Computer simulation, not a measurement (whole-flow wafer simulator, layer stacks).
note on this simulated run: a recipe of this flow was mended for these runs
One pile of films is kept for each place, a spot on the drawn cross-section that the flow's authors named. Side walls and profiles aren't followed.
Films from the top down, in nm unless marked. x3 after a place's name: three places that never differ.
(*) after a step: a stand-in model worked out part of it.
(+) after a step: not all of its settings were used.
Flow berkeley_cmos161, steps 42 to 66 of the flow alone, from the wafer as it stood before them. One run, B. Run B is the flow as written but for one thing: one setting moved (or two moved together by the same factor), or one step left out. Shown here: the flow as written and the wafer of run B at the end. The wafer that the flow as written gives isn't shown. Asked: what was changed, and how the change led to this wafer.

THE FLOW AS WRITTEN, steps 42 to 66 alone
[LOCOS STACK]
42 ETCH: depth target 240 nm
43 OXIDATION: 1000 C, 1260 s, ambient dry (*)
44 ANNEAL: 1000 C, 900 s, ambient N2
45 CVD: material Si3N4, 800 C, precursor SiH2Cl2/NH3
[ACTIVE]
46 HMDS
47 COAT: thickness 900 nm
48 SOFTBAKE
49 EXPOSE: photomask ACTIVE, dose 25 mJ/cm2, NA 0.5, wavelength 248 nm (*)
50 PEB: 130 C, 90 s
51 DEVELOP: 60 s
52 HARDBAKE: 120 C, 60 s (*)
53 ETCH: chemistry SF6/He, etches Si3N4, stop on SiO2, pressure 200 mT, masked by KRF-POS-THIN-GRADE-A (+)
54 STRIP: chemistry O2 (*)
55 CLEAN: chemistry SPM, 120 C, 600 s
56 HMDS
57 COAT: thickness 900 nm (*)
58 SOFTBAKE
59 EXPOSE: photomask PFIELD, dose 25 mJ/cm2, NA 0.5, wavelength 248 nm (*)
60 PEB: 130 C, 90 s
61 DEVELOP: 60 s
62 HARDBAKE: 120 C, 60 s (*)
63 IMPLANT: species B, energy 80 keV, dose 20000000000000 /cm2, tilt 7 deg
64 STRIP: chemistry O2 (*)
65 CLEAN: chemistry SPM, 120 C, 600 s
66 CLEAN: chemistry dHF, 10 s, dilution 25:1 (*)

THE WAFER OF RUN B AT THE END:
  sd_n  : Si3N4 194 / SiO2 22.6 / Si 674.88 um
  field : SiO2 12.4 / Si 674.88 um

The cause: step 43, OXIDATION: 929 s was run, where the flow has 1260 s.

How the change led to this, step by step:
  43 OXIDATION: 1000 C, 1260 s, ambient dry (*)
      field, sd_n, spacer_n and 6 more: SiO2 +22.6 (new film), Si -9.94 (as written it would be: SiO2 +26.6 (new film), Si -11.7)
